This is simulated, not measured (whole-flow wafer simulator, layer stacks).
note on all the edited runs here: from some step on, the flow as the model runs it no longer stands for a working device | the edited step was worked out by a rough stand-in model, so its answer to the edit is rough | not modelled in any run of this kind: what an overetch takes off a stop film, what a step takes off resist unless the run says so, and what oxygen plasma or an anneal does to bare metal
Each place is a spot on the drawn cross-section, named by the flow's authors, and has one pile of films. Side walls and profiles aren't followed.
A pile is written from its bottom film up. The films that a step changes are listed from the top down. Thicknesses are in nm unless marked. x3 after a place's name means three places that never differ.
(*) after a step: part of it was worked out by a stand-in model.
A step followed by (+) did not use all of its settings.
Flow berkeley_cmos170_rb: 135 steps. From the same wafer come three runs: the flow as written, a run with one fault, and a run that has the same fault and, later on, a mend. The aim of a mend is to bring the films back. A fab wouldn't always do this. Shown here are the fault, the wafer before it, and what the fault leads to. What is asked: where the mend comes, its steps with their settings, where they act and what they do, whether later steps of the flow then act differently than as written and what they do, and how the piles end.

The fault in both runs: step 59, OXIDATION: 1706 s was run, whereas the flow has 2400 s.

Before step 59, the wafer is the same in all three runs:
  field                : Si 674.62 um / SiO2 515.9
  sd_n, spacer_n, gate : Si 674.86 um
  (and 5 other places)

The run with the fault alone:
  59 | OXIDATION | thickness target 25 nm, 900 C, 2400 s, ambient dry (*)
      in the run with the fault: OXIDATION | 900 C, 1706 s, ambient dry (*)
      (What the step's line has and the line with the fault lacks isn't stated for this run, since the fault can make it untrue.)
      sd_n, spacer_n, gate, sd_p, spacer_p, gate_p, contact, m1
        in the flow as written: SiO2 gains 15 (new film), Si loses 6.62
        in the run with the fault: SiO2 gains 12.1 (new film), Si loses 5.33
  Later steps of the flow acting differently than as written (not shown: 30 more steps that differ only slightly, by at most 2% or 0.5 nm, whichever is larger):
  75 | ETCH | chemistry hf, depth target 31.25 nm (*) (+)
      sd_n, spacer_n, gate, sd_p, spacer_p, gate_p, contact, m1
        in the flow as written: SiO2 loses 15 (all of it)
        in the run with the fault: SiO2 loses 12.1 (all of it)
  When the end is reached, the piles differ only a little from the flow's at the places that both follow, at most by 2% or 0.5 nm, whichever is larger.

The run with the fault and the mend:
  After step 64 comes the mend.
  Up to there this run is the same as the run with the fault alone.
  64a | STRIP (*) (+)
      sd_p
        KrF resist loses 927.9 (all of it)
      spacer_p
        KrF resist loses 911.1 (all of it)
      gate_p
        KrF resist loses 910.3 (all of it)
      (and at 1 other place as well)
  64b | CLEAN (*) (the flow's step 51 again)
      leaves every film unchanged at each place that is followed
  64c | OXIDATION | 900 C, 685 s, ambient dry (*) (the flow's step 59 again, with other settings)
      sd_n, spacer_n, gate, sd_p, spacer_p, gate_p, contact, m1
        SiO2 gains 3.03, Si loses 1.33
      field
        SiO2 gains 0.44, Si loses 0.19
  64d | COAT | KrF resist, thickness 900 nm (*) (the flow's step 61 again)
      field
        KrF resist gains 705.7 (new film)
      sd_n
        KrF resist gains 957.4 (new film)
      spacer_n
        KrF resist gains 924.9 (new film)
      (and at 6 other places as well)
  64e | EXPOSE | photomask PWELL (the flow's step 62 again)
      leaves every film unchanged at each place that is followed
  64f | PEB | 130 C, 60 s (*) (the flow's step 63 again)
      leaves every film unchanged at each place that is followed
  64g | DEVELOP | developer developer-D-0.26N, 45 s (the flow's step 64 again)
      sd_p, spacer_p, gate_p, m1
        KrF resist loses 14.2
      field
        KrF resist loses 705.7 (all of it)
      sd_n
        KrF resist loses 957.4 (all of it)
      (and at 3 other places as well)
  Later steps of the flow that are run all act as written at every place that is followed, up to a difference of at most 2% or 0.5 nm, whichever is larger.
  When the end is reached, the piles differ only a little from the flow's at the places that both follow, at most by 2% or 0.5 nm, whichever is larger.
